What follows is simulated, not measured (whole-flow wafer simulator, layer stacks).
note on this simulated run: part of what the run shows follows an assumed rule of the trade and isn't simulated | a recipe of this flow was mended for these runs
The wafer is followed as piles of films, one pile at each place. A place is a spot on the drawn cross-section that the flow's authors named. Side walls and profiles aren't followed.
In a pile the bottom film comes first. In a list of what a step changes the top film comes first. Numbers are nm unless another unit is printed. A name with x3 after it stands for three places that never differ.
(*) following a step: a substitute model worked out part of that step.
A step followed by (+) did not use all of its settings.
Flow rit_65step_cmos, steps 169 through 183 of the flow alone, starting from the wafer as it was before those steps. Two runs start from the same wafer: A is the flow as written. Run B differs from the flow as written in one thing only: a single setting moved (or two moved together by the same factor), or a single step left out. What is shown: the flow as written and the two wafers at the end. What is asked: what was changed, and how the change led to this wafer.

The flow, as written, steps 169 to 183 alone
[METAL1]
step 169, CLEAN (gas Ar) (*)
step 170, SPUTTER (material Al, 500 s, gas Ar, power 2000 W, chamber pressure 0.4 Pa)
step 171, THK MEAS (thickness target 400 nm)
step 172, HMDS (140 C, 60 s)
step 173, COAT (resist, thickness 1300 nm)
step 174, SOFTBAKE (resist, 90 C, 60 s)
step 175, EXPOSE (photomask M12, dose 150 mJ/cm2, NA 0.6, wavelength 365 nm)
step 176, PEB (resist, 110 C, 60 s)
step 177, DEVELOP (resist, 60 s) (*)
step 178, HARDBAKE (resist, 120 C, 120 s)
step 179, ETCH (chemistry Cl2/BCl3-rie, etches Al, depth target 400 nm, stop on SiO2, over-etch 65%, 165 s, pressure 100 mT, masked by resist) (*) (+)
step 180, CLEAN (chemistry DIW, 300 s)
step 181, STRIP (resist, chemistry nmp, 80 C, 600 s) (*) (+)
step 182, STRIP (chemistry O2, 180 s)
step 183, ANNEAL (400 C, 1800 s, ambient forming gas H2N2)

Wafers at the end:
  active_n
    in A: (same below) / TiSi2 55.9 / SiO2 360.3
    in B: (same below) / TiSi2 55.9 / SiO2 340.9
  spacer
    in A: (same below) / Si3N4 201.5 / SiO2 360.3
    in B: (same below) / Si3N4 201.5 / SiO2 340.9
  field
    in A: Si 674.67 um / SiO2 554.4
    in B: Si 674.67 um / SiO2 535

What caused this: step 170, SPUTTER: 306 s was run, whereas the flow has 500 s.

Step by step, how the change led to this:
  step 170, SPUTTER (material Al, 500 s, gas Ar, power 2000 W, chamber pressure 0.4 Pa)
      field, field_pw, field_nw and 10 more: A Al gains 400 (new film) | B Al gains 244.8 (new film)
      contact: A Al gains 255.4 (new film) | B Al gains 161.2 (new film)
  step 173, COAT (resist, thickness 1300 nm)
      contact: A resist gains 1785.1 (new film) | B resist gains 1723.3 (new film)
  step 176, PEB (resist, 110 C, 60 s)
      contact: A resist loses 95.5 | B resist loses 92
  step 178, HARDBAKE (resist, 120 C, 120 s)
      contact: A resist loses 62.1 | B resist loses 59.7
  step 179, ETCH (chemistry Cl2/BCl3-rie, etches Al, depth target 400 nm, stop on SiO2, over-etch 65%, 165 s, pressure 100 mT, masked by resist) (*) (+)
      field, field_pw, field_nw and 9 more: A Al loses 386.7 (all of it), SiO2 loses 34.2 | B Al loses 231.5 (all of it), SiO2 loses 53.6
  step 181, STRIP (resist, chemistry nmp, 80 C, 600 s) (*) (+)
      contact: A resist loses 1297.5 (all of it) | B resist loses 1241.6 (all of it)
